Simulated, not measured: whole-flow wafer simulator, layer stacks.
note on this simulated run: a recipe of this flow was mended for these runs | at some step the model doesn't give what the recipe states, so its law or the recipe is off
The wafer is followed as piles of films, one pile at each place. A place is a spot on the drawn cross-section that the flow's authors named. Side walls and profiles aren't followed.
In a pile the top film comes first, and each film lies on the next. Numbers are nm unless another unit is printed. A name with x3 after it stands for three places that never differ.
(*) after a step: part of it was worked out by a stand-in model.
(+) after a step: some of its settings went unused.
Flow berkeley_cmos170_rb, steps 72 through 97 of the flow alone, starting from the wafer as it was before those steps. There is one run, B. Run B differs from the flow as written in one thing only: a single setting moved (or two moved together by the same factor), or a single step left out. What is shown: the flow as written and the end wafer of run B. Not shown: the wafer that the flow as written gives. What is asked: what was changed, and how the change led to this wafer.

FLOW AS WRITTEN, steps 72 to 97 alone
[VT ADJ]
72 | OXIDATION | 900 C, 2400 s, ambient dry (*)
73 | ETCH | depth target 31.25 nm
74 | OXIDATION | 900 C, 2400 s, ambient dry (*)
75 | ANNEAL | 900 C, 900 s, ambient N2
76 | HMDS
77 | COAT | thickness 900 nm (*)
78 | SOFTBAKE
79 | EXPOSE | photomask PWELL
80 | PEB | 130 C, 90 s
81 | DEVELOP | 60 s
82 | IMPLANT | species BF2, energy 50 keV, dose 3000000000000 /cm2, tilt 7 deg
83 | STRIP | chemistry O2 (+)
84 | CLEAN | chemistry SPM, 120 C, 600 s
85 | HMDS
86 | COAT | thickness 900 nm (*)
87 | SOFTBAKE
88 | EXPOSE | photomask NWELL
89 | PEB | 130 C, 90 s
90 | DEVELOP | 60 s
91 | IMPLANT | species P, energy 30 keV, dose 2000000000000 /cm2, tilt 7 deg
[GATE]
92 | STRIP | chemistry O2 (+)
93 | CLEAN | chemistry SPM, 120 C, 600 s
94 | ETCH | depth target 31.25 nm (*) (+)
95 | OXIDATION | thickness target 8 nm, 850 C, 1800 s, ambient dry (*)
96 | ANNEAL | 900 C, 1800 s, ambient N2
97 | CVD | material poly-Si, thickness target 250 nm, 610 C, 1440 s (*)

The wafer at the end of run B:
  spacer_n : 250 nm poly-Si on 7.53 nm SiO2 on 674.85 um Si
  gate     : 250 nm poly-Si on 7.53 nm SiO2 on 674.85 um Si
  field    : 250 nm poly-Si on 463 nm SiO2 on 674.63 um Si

Cause: step 73, ETCH: depth target 31.25 nm, was not run.

Step by step, how the change led to this:
  74 | OXIDATION | 900 C, 2400 s, ambient dry (*)
      sd_n, spacer_n, gate, sd_p, spacer_p, gate_p, contact, m1: +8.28 SiO2, -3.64 Si (it would be, as written: +15 SiO2 (new film), -6.62 Si)
  94 | ETCH | depth target 31.25 nm (*) (+)
      sd_n, spacer_n, gate, sd_p, spacer_p, gate_p, contact, m1: -23.3 SiO2 (all of it) (it would be, as written: -15 SiO2 (all of it))
